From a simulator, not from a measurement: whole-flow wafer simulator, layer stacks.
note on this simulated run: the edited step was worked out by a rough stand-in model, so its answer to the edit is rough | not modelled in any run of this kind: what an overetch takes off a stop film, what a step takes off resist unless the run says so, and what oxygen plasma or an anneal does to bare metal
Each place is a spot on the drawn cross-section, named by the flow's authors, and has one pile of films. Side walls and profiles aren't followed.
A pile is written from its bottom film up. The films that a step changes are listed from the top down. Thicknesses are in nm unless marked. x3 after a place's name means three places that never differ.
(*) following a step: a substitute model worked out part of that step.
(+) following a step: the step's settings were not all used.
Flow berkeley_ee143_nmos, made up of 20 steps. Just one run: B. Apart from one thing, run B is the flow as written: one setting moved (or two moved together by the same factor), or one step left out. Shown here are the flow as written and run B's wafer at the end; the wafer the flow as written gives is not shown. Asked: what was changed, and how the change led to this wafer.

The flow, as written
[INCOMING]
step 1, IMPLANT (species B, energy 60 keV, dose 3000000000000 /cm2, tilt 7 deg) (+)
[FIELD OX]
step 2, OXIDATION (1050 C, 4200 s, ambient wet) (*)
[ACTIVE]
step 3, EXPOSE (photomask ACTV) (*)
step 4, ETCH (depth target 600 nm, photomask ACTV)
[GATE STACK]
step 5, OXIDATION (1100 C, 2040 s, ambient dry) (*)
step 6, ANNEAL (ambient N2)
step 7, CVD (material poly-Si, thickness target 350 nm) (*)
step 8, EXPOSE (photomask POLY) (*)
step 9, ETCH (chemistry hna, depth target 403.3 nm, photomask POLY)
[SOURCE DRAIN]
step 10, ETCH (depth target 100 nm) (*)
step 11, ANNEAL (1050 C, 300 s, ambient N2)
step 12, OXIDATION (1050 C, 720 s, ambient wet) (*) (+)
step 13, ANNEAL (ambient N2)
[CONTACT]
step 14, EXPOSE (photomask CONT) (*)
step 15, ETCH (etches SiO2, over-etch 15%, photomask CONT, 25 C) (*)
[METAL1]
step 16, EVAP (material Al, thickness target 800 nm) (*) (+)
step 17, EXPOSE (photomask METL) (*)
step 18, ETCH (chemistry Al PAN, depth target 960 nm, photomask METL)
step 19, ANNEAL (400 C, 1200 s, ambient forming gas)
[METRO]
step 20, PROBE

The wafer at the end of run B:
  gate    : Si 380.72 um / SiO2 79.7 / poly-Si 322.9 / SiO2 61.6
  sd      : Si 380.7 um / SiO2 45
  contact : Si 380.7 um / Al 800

What caused this: step 12, OXIDATION: 919 C was run, while the flow as written has 1050 C.

The path from the change to this, step by step:
  step 12, OXIDATION (1050 C, 720 s, ambient wet) (*) (+)
      sd, contact: +45 SiO2 (new film), -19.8 Si (it would be, as written: +189.4 SiO2 (new film), -83.4 Si)
      gate: +61.6 SiO2 (new film), -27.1 poly-Si (it would be, as written: +217.6 SiO2 (new film), -95.7 poly-Si)
      (as well as at 1 more place)
  step 15, ETCH (etches SiO2, over-etch 15%, photomask CONT, 25 C) (*)
      contact: -45 SiO2 (all of it) (it would be, as written: -189.4 SiO2 (all of it))
